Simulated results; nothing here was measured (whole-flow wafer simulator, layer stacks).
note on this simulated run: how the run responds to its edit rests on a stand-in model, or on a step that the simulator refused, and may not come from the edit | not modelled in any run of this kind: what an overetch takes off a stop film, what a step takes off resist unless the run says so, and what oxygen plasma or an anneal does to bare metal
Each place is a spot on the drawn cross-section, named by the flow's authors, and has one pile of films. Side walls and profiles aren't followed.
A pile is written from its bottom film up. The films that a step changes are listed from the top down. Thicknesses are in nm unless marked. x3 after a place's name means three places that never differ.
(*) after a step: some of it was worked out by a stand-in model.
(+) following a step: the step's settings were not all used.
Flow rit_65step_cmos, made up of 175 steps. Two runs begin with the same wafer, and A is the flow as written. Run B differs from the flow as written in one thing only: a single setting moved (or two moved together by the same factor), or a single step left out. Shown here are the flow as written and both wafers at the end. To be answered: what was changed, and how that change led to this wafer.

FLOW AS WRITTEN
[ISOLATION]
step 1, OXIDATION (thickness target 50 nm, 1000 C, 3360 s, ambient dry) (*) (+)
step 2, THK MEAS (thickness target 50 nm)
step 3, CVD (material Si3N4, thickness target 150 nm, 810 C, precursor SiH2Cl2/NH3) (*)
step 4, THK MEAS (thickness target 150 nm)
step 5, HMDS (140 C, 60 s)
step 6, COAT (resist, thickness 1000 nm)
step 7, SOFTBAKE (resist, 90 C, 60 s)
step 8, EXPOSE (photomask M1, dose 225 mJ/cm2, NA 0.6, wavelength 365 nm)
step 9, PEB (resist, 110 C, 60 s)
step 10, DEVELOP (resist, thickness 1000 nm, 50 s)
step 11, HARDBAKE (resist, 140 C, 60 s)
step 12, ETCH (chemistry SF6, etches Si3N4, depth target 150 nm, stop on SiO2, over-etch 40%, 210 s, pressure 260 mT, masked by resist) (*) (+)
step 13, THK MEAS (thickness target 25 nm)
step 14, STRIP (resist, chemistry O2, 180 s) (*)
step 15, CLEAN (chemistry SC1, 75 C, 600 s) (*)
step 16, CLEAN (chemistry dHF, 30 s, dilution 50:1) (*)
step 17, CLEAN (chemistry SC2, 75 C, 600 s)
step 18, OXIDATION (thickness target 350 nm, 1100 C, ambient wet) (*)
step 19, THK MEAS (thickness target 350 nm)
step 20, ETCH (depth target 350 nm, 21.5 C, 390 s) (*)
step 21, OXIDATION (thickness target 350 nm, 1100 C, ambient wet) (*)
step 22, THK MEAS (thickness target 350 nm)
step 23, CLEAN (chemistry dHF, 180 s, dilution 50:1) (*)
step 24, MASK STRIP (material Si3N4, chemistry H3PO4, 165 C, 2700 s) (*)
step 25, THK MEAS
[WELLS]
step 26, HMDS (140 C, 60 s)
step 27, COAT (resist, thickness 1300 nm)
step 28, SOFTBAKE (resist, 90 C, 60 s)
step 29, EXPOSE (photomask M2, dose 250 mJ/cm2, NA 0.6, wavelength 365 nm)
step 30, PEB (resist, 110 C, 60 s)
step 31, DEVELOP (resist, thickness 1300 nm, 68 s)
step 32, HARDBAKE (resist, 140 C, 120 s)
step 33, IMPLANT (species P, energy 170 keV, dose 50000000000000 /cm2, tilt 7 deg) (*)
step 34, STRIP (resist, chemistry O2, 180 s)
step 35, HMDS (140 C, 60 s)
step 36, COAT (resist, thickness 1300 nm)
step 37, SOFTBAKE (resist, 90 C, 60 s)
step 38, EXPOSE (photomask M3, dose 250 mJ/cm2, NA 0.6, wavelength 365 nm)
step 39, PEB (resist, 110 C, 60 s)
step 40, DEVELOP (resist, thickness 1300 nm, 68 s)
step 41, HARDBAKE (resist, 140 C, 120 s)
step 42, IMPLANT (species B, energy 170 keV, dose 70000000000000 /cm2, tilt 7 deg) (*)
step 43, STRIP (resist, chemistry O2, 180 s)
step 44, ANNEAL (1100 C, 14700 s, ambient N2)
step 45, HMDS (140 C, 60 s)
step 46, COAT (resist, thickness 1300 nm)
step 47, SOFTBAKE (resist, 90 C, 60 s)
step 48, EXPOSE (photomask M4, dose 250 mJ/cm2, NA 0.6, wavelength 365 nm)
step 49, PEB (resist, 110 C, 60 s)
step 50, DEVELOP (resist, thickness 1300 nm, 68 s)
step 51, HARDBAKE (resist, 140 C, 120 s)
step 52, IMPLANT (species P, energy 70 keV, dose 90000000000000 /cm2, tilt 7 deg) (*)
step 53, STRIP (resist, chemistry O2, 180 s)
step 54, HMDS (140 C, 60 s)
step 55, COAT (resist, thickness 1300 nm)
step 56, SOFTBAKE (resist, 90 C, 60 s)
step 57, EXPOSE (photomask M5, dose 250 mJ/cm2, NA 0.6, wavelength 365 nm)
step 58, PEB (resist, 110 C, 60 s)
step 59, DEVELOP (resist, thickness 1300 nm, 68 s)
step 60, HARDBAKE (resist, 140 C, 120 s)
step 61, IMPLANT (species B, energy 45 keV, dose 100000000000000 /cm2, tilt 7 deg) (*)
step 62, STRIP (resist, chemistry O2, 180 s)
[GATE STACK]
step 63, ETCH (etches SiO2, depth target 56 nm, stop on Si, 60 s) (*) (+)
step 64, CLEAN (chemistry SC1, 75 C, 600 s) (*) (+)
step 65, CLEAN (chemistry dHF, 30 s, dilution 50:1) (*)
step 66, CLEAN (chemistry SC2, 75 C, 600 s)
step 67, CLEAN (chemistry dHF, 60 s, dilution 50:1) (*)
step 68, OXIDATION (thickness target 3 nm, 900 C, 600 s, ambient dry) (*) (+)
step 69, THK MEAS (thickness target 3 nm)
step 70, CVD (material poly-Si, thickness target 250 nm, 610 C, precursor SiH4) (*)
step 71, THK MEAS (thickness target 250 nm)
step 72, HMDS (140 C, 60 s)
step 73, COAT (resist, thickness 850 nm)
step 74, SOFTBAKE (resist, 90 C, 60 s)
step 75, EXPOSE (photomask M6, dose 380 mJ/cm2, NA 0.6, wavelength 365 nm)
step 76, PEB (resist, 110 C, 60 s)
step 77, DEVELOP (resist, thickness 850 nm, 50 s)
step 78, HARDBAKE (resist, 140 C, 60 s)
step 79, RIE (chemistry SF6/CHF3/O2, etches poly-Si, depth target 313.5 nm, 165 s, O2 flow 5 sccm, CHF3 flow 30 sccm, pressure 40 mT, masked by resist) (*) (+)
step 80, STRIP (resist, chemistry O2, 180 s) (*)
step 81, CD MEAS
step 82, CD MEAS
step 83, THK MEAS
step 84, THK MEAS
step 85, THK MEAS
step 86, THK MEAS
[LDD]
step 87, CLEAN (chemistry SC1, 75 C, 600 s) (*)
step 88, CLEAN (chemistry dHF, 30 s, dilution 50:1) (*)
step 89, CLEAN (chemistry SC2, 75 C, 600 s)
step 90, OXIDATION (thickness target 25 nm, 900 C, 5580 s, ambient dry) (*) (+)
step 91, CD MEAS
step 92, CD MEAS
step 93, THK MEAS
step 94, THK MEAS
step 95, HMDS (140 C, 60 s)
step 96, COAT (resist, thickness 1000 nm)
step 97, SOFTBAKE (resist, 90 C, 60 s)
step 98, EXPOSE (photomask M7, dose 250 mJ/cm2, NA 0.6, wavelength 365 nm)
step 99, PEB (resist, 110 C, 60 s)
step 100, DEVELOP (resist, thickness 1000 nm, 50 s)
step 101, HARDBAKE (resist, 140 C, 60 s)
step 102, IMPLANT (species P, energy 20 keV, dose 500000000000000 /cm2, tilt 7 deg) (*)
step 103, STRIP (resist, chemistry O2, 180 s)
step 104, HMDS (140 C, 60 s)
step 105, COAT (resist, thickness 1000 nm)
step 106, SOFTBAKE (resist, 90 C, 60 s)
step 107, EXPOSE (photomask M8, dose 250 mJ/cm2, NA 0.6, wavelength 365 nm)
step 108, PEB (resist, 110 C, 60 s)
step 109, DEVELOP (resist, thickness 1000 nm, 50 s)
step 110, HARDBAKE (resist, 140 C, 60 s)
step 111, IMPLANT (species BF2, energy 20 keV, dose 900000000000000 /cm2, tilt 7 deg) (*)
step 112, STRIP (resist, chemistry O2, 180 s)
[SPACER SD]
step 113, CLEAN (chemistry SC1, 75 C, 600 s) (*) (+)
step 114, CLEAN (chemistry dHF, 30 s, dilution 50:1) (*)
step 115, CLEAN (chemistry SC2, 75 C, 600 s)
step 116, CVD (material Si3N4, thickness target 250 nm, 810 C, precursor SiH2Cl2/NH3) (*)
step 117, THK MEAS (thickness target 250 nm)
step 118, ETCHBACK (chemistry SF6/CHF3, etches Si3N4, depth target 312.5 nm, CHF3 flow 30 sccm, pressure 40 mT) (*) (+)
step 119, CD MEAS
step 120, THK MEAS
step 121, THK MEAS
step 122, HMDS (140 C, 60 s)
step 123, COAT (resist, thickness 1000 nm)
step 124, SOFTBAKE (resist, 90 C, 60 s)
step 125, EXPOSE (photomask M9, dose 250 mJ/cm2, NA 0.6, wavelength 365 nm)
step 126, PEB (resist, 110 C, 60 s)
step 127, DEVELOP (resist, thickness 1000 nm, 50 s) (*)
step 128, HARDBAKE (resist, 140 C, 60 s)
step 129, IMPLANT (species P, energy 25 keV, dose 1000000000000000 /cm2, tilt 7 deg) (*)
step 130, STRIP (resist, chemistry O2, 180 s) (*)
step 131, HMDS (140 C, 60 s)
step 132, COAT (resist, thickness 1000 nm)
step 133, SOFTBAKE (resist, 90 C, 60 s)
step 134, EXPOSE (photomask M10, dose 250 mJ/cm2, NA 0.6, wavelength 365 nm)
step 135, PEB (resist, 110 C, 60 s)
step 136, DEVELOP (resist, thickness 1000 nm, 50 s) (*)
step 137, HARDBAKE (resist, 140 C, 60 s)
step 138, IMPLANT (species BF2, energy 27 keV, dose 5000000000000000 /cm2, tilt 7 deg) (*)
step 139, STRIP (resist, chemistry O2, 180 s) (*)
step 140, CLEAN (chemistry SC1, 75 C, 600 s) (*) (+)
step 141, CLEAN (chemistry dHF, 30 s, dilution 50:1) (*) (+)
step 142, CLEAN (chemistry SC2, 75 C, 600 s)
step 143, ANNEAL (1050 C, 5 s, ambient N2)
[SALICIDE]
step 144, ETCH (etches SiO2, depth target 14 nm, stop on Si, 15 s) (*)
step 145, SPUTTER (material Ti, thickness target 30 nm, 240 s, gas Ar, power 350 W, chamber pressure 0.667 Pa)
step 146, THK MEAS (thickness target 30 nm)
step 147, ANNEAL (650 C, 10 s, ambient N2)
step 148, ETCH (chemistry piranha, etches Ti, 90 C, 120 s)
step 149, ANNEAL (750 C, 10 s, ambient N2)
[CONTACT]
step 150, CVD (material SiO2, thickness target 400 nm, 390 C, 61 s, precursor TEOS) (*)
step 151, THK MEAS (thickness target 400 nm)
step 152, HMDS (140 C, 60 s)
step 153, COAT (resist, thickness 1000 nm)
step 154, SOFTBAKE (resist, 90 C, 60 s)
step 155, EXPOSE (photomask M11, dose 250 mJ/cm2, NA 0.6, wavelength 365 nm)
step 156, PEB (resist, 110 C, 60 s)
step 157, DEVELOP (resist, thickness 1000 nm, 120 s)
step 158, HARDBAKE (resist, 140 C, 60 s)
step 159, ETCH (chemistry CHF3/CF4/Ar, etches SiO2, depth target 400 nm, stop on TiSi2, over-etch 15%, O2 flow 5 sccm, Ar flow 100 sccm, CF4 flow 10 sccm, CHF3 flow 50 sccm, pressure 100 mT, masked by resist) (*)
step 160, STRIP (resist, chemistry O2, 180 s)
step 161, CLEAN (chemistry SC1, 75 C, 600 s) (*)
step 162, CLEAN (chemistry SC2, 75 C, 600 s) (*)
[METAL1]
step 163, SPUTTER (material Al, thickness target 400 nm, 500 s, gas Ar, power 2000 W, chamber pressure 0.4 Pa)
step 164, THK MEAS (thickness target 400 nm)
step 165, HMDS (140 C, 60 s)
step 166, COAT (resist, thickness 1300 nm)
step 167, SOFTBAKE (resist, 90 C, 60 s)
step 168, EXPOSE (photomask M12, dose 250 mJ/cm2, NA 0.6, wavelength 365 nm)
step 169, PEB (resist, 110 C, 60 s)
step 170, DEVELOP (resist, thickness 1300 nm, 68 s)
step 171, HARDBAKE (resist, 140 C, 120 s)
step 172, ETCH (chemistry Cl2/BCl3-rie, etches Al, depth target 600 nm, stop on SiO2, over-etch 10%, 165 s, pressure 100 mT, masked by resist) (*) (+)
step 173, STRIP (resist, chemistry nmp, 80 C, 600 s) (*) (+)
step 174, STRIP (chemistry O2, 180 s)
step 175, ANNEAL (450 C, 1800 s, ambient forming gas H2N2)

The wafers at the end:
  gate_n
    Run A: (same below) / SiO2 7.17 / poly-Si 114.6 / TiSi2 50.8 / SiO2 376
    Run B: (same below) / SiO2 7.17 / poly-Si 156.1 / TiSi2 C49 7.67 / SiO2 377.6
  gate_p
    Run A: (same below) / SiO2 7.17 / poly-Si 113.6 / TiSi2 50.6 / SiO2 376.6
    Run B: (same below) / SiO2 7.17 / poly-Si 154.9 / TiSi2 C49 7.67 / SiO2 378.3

The reason: step 147, ANNEAL: 520 C was run, while the flow as written has 650 C.

Step by step, how the change led to this:
  step 147, ANNEAL (650 C, 10 s, ambient N2)
      gate_n: A -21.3 Ti, +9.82 TiSi first (new film), +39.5 TiSi2 C49 (new film), -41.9 poly-Si | B -3.07 Ti, +5.24 TiSi first (new film), -3.49 poly-Si
      gate_p: A -21.2 Ti, +9.56 TiSi first (new film), +39.6 TiSi2 C49 (new film), -41.9 poly-Si | B -3.07 Ti, +5.24 TiSi first (new film), -3.49 poly-Si
  step 148, ETCH (chemistry piranha, etches Ti, 90 C, 120 s)
      gate_n: A -6 Ti (all of it), -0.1 TiSi first | B -24.2 Ti (all of it), -0.09 TiSi first
      gate_p: A -5.97 Ti (all of it), -0.1 TiSi first | B -24.1 Ti (all of it), -0.09 TiSi first
  step 149, ANNEAL (750 C, 10 s, ambient N2)
      gate_n: A +50.8 TiSi2 (new film), -9.72 TiSi first (all of it), -39.5 TiSi2 C49 (all of it), -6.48 poly-Si | B +7.67 TiSi2 C49 (new film), -5.16 TiSi first (all of it), -3.44 poly-Si
      gate_p: A +50.6 TiSi2 (new film), -9.46 TiSi first (all of it), -39.6 TiSi2 C49 (all of it), -6.31 poly-Si | B +7.67 TiSi2 C49 (new film), -5.16 TiSi first (all of it), -3.44 poly-Si
